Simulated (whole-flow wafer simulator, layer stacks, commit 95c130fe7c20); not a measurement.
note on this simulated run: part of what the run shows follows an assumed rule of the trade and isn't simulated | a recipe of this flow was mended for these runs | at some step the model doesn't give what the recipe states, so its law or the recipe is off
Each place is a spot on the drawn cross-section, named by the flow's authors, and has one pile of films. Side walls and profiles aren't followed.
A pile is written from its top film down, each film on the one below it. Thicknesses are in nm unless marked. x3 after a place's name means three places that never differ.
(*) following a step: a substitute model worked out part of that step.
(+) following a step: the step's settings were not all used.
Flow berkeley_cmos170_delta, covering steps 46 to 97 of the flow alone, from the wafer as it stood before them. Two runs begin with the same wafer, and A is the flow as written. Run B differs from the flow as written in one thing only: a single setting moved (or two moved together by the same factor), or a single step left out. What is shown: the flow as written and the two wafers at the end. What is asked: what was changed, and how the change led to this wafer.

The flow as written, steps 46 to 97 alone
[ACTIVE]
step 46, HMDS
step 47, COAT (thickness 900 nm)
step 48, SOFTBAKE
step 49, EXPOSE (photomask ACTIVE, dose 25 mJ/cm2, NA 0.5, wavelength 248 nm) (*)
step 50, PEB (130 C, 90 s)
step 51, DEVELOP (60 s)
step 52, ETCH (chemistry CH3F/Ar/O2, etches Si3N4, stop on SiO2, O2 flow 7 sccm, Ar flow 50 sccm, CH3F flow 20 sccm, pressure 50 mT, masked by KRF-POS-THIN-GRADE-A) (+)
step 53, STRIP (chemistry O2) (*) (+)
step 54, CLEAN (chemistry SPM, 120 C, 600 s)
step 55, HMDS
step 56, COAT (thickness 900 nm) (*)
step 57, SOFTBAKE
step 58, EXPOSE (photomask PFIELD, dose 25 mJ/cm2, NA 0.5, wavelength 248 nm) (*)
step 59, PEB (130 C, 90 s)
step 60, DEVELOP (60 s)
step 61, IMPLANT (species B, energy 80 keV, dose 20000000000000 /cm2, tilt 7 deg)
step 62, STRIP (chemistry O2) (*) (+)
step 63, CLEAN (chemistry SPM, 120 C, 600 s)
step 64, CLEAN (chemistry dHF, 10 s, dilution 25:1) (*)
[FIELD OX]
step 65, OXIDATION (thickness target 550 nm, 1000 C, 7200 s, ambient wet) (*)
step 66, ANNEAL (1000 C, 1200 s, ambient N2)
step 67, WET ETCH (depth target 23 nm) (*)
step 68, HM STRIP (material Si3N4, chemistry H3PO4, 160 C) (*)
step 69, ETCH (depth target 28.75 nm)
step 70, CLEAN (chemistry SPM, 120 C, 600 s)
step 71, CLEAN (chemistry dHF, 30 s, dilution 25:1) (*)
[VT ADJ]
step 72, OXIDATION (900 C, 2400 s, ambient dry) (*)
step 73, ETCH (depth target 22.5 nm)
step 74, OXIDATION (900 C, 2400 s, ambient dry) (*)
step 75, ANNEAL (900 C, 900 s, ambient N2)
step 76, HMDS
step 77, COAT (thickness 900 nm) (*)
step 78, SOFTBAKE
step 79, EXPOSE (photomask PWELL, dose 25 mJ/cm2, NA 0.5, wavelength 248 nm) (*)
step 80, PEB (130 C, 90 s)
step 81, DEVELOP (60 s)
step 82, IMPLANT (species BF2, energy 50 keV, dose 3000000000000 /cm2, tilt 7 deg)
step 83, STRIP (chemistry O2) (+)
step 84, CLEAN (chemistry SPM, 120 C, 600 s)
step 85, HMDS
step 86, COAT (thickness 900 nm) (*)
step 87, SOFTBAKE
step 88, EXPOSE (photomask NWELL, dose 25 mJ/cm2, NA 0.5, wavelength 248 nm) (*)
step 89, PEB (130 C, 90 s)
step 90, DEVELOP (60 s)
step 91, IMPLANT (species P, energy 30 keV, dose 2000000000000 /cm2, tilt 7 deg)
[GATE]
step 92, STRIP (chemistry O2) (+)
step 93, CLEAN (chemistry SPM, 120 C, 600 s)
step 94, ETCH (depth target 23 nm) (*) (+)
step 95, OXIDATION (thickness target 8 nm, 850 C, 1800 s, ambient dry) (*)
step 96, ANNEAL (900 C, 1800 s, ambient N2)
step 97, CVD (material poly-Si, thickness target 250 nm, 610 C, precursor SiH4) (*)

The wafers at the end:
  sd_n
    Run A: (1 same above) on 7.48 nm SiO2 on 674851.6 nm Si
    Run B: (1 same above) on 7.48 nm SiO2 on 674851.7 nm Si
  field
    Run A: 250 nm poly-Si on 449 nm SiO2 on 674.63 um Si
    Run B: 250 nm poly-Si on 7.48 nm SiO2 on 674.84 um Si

The reason: step 65, OXIDATION: thickness target 550 nm, 1000 C, 7200 s, ambient wet (*), was omitted.

How this came from the change, step by step:
  step 67, WET ETCH (depth target 23 nm) (*)
      sd_n, spacer_n, gate, sd_p, spacer_p, gate_p, contact, m1: A -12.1 SiO2 (all of it), -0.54 Si3N4 | B -1.15 Si3N4
      field: A -23 SiO2 | B -21.2 SiO2 (all of it)
  step 68, HM STRIP (material Si3N4, chemistry H3PO4, 160 C) (*)
      field: A -15.1 SiO2 | B +0.5 chemical SiO2 (new film), -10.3 Si
      sd_n, spacer_n, gate, sd_p, spacer_p, gate_p, contact, m1: A -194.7 Si3N4 (all of it), -9.06 SiO2 | B -200.8 Si3N4 (all of it), -9.34 SiO2
  step 69, ETCH (depth target 28.75 nm)
      field: A -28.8 SiO2 | B -0.5 chemical SiO2 (all of it)
  step 70, CLEAN (chemistry SPM, 120 C, 600 s)
      field: A nothing | B +0.8 chemical SiO2 (new film), -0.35 Si
  step 71, CLEAN (chemistry dHF, 30 s, dilution 25:1) (*)
      field: A -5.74 SiO2 | B -0.8 chemical SiO2 (all of it)
  step 72, OXIDATION (900 C, 2400 s, ambient dry) (*)
      field: A +1.59 SiO2, -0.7 Si | B +14.9 SiO2 (new film), -6.57 Si
  step 73, ETCH (depth target 22.5 nm)
      field: A -22.5 SiO2 | B -14.9 SiO2 (all of it)
  step 74, OXIDATION (900 C, 2400 s, ambient dry) (*)
      field: A +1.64 SiO2, -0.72 Si | B +14.9 SiO2 (new film), -6.57 Si
  step 77, COAT (thickness 900 nm) (*)
      field: A +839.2 KrF-resist (new film) | B +902.8 KrF-resist (new film)
      sd_n: A +1019.4 KrF-resist (new film) | B +894.7 KrF-resist (new film)
      (also at 7 further places)
  step 81, DEVELOP (60 s)
      field: A -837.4 KrF-resist (all of it) | B -900.8 KrF-resist (all of it)
      sd_n: A -1017.1 KrF-resist (all of it) | B -892.7 KrF-resist (all of it)
      (also at 4 further places)
  step 83, STRIP (chemistry O2) (+)
      sd_p: A -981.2 KrF-resist (all of it) | B -878.6 KrF-resist (all of it)
      spacer_p: A -961.3 KrF-resist (all of it) | B -879.4 KrF-resist (all of it)
      (also at 1 further place)
  step 86, COAT (thickness 900 nm) (*)
      field: A +839.2 KrF-resist (new film) | B +902.8 KrF-resist (new film)
      sd_n: A +1019.4 KrF-resist (new film) | B +894.7 KrF-resist (new film)
      (also at 7 further places)
  step 90, DEVELOP (60 s)
      sd_p: A -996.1 KrF-resist (all of it) | B -893.6 KrF-resist (all of it)
      spacer_p: A -976.3 KrF-resist (all of it) | B -894.3 KrF-resist (all of it)
      (also at 1 further place)
  step 92, STRIP (chemistry O2) (+)
      field: A -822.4 KrF-resist (all of it) | B -885.9 KrF-resist (all of it)
      sd_n: A -1002.2 KrF-resist (all of it) | B -877.8 KrF-resist (all of it)
      (also at 4 further places)
  step 94, ETCH (depth target 23 nm) (*) (+)
      field: A -23 SiO2 | B -14.9 SiO2 (all of it)
  step 95, OXIDATION (thickness target 8 nm, 850 C, 1800 s, ambient dry) (*)
      field: A +0.5 SiO2, -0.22 Si | B +7.48 SiO2 (new film), -3.29 Si
